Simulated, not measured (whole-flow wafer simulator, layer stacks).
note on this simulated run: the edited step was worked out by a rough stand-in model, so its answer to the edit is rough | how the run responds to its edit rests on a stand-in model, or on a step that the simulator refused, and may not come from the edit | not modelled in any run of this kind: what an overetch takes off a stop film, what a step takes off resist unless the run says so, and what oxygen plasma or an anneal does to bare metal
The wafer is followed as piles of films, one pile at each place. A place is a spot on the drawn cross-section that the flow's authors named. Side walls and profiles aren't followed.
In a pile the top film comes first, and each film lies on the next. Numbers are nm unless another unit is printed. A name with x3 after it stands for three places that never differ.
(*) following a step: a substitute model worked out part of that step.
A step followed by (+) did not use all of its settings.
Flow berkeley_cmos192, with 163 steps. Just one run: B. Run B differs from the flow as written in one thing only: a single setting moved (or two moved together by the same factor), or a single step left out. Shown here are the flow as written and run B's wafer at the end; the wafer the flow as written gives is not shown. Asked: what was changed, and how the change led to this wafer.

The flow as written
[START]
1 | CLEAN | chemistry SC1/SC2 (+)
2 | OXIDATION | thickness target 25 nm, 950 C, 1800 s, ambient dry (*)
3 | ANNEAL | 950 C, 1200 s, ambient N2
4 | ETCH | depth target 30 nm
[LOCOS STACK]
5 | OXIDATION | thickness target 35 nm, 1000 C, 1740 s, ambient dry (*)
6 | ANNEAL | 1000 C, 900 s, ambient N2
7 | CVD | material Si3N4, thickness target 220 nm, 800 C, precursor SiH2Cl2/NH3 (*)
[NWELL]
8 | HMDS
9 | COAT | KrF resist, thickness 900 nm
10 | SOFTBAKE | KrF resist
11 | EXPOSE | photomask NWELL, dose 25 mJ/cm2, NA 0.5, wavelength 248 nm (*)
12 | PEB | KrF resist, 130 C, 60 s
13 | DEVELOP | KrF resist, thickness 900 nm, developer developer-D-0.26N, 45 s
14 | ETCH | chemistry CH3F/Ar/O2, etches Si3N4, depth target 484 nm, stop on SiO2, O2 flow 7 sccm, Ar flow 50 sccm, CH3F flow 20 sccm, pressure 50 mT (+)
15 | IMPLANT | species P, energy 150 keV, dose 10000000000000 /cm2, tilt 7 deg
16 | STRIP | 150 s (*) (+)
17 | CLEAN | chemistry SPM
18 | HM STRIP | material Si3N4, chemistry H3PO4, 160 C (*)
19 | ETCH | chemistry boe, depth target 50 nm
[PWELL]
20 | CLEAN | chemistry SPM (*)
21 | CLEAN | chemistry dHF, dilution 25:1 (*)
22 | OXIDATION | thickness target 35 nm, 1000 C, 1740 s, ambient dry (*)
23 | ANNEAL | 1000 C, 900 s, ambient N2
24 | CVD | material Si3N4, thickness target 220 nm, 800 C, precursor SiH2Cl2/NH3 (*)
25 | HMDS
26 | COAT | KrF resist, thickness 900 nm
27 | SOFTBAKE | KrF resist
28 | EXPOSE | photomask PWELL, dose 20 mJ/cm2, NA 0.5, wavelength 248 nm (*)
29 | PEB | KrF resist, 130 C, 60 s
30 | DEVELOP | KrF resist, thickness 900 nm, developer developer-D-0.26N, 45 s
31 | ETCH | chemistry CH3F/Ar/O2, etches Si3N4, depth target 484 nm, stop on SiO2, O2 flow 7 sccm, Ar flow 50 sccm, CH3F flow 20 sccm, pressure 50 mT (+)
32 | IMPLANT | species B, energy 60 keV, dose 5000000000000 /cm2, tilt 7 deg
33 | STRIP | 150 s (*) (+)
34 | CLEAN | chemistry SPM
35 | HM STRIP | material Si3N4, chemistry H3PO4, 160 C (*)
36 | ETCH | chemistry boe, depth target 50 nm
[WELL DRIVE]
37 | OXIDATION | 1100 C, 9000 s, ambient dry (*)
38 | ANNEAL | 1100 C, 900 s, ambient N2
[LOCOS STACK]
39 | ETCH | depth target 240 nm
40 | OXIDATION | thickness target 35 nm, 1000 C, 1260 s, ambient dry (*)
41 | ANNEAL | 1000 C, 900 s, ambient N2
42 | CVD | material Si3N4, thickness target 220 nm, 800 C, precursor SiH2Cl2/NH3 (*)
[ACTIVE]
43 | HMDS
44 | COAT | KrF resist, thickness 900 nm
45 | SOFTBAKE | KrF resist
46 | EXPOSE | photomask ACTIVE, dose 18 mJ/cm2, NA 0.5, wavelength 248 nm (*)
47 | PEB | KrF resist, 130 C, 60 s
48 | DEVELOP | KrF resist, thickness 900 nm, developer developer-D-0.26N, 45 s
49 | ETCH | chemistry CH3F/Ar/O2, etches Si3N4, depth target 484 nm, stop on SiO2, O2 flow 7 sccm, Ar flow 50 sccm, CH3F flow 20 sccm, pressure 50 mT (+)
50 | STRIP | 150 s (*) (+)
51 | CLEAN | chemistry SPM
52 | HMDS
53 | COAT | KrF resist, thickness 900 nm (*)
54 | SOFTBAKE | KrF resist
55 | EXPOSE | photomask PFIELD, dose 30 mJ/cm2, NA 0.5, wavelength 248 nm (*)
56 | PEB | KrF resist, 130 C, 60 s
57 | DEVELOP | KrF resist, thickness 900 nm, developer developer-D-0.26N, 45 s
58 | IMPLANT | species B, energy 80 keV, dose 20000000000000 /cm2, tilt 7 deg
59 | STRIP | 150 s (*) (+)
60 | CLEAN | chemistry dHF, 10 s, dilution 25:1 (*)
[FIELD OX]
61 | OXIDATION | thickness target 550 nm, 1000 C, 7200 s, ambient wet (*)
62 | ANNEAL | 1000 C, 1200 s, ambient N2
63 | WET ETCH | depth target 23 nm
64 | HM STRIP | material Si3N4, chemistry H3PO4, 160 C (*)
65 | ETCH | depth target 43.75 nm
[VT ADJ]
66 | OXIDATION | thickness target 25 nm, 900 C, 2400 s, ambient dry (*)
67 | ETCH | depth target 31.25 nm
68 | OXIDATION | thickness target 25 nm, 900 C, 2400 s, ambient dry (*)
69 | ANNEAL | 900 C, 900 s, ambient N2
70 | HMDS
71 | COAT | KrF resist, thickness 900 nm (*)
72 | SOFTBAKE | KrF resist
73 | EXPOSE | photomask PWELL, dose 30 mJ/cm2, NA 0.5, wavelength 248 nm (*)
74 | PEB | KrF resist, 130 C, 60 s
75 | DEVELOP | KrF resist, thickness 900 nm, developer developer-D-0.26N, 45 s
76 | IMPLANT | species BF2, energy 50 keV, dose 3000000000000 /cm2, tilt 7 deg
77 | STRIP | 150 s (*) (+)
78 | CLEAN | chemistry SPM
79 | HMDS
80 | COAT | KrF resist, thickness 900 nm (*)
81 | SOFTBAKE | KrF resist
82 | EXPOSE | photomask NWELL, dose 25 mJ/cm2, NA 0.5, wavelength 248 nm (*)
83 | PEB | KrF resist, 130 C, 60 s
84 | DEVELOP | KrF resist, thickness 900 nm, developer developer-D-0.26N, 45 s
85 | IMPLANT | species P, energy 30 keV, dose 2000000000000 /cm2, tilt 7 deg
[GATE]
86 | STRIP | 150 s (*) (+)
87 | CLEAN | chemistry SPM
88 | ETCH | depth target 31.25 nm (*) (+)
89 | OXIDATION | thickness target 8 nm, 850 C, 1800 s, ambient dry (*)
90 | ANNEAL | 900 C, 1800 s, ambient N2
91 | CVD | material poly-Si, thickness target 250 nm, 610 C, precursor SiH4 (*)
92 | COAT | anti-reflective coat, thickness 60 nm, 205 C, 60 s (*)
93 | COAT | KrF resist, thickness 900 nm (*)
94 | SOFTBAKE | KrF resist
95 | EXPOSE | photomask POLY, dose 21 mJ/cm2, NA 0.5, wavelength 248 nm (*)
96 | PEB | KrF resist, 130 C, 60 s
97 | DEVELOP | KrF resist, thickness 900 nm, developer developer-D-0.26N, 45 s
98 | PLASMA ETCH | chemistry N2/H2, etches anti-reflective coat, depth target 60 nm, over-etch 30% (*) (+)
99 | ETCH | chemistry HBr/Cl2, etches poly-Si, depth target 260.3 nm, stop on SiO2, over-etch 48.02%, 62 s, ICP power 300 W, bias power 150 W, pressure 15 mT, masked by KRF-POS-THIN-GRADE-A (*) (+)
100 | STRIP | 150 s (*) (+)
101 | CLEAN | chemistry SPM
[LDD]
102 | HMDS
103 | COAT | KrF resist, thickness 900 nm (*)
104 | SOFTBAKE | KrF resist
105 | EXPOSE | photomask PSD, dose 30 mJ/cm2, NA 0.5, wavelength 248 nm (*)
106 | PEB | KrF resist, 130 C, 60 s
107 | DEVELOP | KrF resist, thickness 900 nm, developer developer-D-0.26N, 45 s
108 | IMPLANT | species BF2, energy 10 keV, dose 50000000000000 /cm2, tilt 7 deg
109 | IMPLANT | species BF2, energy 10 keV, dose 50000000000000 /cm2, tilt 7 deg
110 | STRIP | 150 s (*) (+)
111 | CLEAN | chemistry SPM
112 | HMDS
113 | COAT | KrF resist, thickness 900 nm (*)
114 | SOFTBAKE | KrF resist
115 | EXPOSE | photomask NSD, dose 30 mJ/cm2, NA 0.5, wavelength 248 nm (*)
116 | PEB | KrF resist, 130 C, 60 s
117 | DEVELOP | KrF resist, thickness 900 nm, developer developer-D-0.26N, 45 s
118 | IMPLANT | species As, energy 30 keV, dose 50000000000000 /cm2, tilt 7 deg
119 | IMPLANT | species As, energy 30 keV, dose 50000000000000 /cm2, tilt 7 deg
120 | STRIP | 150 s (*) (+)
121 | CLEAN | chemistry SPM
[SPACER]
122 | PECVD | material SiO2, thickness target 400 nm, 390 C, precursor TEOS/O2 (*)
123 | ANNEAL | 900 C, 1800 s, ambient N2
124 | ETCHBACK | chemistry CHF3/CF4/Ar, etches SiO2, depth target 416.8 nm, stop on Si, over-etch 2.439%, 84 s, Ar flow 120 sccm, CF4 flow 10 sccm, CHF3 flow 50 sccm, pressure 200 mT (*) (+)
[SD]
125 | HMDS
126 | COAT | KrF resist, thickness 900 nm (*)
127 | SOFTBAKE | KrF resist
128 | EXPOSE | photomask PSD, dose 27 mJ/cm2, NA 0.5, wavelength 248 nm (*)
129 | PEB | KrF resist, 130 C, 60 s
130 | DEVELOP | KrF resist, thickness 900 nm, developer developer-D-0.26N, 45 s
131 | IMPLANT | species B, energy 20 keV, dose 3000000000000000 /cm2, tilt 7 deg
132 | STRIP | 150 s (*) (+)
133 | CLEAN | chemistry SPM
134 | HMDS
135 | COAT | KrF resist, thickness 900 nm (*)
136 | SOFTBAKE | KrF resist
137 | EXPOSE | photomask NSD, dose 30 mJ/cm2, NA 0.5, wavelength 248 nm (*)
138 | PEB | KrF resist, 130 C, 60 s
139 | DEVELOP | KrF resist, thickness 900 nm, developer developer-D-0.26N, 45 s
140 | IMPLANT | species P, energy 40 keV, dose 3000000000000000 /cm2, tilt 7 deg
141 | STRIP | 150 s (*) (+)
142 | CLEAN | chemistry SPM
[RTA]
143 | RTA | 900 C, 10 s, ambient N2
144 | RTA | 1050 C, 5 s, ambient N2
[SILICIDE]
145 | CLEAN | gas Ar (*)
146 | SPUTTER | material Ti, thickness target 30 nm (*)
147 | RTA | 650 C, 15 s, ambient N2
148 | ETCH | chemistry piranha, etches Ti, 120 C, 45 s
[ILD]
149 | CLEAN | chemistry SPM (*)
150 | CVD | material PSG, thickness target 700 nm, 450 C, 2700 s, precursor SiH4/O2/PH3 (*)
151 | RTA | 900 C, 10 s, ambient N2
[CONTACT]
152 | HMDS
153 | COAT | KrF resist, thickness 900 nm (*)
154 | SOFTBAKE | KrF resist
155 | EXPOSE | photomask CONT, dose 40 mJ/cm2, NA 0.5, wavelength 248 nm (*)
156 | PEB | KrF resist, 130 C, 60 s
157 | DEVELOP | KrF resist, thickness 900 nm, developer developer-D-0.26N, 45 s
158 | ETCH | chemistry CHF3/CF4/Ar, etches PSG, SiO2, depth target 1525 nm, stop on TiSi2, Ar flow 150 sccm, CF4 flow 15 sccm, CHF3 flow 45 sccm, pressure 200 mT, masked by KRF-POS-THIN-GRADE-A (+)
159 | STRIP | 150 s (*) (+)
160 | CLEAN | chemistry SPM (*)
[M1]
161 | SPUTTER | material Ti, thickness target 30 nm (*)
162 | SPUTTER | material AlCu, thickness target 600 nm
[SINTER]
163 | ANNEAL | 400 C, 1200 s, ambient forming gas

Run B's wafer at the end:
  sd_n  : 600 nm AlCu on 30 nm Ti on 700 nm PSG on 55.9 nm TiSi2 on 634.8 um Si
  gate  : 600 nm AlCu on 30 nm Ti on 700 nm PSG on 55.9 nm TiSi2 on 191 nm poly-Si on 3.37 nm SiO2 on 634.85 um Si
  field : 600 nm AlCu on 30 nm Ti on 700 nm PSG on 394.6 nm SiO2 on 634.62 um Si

The reason: step 89, OXIDATION: 765 C was run, though the flow has 850 C.

The path from the change to this, step by step:
  89 | OXIDATION | thickness target 8 nm, 850 C, 1800 s, ambient dry (*)
      field: nothing (it would be, as written: +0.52 SiO2, -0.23 Si)
      sd_n, spacer_n, gate, sd_p, spacer_p, gate_p, contact, m1: +3.37 SiO2 (new film), -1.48 Si (it would be, as written: +7.48 SiO2 (new film), -3.29 Si)
